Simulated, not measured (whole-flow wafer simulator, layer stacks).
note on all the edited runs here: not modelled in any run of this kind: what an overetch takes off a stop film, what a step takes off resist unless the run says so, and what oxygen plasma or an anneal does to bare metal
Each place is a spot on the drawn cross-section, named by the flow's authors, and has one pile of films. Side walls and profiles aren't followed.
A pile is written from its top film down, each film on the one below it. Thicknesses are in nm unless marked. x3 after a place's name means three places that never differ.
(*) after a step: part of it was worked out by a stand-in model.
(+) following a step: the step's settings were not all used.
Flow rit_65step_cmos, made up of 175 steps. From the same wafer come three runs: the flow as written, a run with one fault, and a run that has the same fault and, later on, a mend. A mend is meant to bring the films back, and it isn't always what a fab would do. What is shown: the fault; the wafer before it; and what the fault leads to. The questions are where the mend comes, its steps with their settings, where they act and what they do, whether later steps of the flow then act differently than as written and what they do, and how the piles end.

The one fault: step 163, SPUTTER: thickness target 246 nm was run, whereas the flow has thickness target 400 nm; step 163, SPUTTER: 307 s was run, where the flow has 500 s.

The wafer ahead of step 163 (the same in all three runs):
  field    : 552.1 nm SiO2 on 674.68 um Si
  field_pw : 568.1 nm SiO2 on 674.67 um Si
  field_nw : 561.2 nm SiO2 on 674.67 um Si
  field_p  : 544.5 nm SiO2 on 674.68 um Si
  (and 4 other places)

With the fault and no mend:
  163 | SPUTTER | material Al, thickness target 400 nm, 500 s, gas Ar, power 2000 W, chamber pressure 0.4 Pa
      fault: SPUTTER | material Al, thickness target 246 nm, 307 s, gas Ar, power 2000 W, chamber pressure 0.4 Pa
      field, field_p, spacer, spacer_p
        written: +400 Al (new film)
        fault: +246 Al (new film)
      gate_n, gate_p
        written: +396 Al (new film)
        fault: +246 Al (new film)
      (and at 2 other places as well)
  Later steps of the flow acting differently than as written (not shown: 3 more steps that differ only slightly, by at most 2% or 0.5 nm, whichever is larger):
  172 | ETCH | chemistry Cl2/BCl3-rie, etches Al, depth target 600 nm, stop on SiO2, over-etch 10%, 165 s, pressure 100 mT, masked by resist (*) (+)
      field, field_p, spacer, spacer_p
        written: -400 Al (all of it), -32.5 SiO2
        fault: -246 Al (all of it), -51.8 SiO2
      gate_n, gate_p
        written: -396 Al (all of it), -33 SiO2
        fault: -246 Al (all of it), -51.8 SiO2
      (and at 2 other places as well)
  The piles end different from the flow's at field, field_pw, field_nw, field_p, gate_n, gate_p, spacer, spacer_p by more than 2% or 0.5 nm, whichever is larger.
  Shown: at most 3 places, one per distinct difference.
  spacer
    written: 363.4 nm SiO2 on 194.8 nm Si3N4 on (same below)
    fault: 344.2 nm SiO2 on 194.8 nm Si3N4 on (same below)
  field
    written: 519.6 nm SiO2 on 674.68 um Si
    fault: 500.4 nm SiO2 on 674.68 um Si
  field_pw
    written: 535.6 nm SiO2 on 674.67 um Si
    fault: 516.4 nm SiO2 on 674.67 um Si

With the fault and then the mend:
  After step 164 comes the mend.
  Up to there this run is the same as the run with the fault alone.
  164a | ETCH | chemistry al pan, depth target 283.7 nm
      field, field_p, gate_n, gate_p, spacer, spacer_p
        -246 Al (all of it)
      field_pw, field_nw
        -245.8 Al (all of it)
  164b | SPUTTER | material Al, thickness target 400 nm, 500 s, gas Ar, power 2000 W, chamber pressure 0.4 Pa (a further turn of the flow's step 163)
      field, field_pw, field_p, spacer, spacer_p
        +400 Al (new film)
      gate_n, gate_p
        +396 Al (new film)
      field_nw
        +397.2 Al (new film)
  Later steps of the flow that are run all act as written at every place that is followed.
  By the end, the piles equal the flow's at every place that both follow.
